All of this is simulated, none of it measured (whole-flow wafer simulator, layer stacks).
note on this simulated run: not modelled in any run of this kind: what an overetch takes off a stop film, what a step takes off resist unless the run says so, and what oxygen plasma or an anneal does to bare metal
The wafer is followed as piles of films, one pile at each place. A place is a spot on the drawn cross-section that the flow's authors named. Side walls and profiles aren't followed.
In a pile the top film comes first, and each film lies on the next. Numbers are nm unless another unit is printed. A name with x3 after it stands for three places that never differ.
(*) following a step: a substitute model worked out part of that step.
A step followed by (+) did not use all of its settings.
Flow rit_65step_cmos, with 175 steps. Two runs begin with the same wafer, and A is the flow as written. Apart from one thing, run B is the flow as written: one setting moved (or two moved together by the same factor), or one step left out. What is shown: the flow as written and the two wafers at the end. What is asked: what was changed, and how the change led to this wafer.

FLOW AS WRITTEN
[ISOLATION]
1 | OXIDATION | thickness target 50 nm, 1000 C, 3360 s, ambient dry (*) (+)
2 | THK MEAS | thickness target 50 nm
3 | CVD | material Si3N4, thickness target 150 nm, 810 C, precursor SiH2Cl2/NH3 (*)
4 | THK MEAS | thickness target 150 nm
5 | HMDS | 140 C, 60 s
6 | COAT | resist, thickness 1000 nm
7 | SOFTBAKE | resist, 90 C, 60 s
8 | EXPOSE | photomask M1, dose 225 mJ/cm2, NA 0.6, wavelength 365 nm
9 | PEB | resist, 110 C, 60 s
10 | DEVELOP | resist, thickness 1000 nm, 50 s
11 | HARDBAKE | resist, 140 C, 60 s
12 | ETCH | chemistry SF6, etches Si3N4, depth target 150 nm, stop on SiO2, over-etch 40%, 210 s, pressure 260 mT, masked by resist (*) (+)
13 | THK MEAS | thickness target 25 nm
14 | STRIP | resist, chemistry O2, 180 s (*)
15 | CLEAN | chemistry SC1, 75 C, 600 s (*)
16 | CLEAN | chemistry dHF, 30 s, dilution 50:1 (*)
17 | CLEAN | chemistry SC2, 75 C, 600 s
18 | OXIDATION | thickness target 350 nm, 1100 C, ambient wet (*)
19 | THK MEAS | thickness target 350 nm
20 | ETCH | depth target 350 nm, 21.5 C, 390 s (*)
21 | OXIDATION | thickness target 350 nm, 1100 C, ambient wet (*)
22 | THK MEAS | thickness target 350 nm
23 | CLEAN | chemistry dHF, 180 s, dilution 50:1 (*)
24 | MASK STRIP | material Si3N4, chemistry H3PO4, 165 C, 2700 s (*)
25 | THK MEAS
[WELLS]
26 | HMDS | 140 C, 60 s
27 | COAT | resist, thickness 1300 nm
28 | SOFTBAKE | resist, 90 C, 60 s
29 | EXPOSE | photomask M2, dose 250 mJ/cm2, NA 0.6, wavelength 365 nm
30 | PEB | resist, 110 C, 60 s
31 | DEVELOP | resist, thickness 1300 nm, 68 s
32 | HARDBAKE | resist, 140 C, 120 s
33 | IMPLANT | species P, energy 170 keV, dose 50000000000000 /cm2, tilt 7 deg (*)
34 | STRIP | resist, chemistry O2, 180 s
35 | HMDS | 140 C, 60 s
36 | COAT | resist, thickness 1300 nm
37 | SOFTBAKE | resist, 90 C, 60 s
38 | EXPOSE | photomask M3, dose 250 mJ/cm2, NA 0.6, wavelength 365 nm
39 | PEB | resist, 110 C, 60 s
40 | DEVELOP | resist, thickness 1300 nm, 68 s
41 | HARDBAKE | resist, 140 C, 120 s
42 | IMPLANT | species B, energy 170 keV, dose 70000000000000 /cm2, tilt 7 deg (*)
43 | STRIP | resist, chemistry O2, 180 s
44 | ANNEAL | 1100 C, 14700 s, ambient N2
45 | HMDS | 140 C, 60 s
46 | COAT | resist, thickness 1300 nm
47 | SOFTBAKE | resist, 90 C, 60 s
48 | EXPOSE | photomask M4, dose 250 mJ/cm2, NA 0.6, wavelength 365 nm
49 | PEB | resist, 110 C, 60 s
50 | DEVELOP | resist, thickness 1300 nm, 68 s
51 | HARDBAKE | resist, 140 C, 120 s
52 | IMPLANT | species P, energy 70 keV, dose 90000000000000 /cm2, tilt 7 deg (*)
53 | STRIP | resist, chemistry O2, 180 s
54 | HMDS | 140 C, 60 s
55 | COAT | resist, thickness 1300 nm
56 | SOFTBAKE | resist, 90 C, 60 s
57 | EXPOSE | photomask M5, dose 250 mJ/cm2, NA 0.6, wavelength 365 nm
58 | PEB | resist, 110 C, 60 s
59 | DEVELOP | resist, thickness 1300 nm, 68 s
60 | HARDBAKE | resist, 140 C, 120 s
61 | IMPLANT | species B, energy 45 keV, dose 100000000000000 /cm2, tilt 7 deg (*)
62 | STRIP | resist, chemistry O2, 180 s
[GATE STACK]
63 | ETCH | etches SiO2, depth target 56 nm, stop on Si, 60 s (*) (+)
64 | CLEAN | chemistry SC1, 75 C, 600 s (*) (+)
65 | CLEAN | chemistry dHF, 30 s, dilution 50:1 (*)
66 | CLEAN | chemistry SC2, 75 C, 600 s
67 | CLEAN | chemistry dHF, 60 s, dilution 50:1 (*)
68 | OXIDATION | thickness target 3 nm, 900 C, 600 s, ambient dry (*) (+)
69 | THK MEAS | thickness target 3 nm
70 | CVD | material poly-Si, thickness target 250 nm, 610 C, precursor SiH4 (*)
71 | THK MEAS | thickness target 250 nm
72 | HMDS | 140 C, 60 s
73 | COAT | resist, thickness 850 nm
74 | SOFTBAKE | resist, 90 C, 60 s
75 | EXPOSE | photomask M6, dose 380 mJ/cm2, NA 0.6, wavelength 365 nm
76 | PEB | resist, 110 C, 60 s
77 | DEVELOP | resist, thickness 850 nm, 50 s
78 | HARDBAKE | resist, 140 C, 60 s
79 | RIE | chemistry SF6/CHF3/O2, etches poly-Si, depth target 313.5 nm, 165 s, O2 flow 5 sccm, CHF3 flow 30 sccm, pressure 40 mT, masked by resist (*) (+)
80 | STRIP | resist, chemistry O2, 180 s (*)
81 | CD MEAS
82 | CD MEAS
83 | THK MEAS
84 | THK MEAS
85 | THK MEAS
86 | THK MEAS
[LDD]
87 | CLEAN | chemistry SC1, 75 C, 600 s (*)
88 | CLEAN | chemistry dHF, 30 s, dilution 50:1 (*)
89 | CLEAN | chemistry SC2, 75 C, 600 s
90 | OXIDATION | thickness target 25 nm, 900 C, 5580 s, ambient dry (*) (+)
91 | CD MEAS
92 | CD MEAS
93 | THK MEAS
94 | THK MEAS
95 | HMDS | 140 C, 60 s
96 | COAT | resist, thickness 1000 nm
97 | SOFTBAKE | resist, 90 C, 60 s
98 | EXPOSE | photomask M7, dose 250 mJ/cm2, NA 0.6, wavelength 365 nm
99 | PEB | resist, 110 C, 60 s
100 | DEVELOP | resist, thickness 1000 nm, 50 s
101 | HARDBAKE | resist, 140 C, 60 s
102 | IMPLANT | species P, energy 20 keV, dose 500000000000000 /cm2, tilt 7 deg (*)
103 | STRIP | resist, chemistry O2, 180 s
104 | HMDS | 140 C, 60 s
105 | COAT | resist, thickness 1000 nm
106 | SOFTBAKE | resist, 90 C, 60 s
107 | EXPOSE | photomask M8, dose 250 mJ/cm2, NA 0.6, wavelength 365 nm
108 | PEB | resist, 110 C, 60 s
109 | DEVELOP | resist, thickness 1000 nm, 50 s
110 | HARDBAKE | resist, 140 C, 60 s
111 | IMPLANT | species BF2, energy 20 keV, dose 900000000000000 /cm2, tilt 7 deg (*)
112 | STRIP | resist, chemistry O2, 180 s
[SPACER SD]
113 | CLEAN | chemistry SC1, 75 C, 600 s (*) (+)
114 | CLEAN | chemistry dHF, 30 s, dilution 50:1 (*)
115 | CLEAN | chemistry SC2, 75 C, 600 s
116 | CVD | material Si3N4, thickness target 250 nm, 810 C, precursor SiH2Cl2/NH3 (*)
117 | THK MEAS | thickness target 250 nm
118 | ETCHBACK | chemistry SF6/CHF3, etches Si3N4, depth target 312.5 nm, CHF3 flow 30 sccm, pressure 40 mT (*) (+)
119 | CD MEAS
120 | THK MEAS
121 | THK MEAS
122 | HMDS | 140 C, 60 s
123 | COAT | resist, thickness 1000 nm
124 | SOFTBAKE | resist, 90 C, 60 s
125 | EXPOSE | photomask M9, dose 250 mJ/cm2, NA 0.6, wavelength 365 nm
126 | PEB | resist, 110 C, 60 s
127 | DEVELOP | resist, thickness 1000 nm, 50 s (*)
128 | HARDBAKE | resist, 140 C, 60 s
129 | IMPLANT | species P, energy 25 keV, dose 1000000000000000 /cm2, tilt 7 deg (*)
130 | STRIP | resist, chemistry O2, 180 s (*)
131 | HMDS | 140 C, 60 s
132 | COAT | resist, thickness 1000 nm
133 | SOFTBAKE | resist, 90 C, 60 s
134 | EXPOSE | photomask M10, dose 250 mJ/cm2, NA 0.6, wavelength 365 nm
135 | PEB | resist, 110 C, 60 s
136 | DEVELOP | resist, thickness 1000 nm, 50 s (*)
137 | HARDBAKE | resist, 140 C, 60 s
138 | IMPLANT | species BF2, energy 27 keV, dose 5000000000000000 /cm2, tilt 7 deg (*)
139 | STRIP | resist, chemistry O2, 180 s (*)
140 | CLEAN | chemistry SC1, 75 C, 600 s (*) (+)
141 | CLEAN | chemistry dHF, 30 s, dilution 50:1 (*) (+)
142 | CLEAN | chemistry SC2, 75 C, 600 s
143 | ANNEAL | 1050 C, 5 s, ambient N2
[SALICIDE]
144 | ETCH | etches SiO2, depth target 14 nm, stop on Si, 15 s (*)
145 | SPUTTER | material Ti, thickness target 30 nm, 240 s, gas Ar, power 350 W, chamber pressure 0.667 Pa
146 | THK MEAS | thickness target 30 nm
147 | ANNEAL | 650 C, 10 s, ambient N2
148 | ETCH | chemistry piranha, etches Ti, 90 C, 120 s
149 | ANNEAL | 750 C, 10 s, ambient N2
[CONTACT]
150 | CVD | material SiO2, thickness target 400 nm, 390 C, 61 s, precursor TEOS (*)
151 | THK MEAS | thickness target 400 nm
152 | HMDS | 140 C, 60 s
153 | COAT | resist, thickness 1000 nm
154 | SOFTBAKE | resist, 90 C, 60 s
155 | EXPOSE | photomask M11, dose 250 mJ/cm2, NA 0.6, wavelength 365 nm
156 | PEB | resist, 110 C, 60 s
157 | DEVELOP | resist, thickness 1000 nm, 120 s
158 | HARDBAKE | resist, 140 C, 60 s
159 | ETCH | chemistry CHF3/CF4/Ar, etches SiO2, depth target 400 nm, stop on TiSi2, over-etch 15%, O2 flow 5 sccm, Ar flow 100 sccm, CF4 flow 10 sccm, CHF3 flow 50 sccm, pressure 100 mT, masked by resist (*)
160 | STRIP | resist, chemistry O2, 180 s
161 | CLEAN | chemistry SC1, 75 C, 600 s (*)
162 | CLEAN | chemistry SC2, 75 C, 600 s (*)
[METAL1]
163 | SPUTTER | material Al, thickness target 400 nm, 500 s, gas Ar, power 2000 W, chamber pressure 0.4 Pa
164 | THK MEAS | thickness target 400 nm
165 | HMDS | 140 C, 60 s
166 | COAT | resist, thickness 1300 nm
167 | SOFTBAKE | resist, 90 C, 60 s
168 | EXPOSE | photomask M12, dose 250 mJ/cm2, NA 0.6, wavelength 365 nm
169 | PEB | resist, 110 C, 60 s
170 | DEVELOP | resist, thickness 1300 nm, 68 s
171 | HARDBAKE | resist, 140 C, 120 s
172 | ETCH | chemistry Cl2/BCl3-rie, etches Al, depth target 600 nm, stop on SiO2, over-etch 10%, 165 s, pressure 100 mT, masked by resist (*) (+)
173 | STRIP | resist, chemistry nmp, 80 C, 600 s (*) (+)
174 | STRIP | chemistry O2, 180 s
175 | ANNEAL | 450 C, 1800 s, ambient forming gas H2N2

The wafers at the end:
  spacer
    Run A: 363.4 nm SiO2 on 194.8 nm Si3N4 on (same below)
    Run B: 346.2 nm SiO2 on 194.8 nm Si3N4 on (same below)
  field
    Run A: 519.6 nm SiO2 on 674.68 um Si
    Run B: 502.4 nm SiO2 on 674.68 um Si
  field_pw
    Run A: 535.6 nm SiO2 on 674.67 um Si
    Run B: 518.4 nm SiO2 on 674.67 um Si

Cause: step 163, SPUTTER: thickness target 262 nm was run, while the flow as written has thickness target 400 nm; step 163, SPUTTER: 328 s was run, where the flow has 500 s.

The path from the change to this, step by step:
  163 | SPUTTER | material Al, thickness target 400 nm, 500 s, gas Ar, power 2000 W, chamber pressure 0.4 Pa
      field, field_p, spacer, spacer_p: A Al gains 400 (new film) | B Al gains 262 (new film)
      gate_n, gate_p: A Al gains 396 (new film) | B Al gains 262 (new film)
      (as well as at 2 more places)
  172 | ETCH | chemistry Cl2/BCl3-rie, etches Al, depth target 600 nm, stop on SiO2, over-etch 10%, 165 s, pressure 100 mT, masked by resist (*) (+)
      field, field_p, spacer, spacer_p: A Al loses 400 (all of it), SiO2 loses 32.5 | B Al loses 262 (all of it), SiO2 loses 49.8
      gate_n, gate_p: A Al loses 396 (all of it), SiO2 loses 33 | B Al loses 262 (all of it), SiO2 loses 49.8
      (as well as at 2 more places)
